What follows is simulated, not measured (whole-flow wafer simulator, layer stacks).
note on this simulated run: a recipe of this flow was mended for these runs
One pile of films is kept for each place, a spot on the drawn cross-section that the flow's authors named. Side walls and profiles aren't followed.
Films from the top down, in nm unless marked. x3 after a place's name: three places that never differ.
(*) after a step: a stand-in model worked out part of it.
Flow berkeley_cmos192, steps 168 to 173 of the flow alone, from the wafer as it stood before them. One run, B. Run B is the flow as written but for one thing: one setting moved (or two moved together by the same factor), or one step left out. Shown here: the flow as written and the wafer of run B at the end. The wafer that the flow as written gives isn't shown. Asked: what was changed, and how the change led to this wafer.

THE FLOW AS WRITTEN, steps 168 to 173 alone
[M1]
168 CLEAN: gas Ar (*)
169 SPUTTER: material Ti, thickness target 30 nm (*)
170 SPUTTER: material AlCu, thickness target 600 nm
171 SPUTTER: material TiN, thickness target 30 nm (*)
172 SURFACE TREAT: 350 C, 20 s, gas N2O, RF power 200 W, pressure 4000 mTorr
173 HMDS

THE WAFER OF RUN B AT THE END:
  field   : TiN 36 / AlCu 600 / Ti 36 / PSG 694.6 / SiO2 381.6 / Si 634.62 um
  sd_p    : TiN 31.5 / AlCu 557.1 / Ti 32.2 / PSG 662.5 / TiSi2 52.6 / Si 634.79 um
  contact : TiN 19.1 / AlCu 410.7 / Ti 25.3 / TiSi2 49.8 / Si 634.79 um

The cause: step 169, SPUTTER: thickness target 36 nm was run, where the flow has thickness target 30 nm; step 171, SPUTTER: thickness target 36 nm was run, where the flow has thickness target 30 nm.
It can be read off the wafer: field has Ti 36, and step 169 as written asks for 30 nm.

How the change led to this, step by step:
  169 SPUTTER: material Ti, thickness target 30 nm (*)
      field, sd_n, spacer_n, gate, spacer_p, gate_p, m1: Ti +36 (new film) (as written it would be: Ti +30 (new film))
      sd_p: Ti +32.2 (new film) (as written it would be: Ti +26.8 (new film))
      (and at 1 more place)
  171 SPUTTER: material TiN, thickness target 30 nm (*)
      field, sd_n, spacer_n, gate, spacer_p, gate_p, m1: TiN +36 (new film) (as written it would be: TiN +30 (new film))
      sd_p: TiN +31.5 (new film) (as written it would be: TiN +26.2 (new film))
      (and at 1 more place)
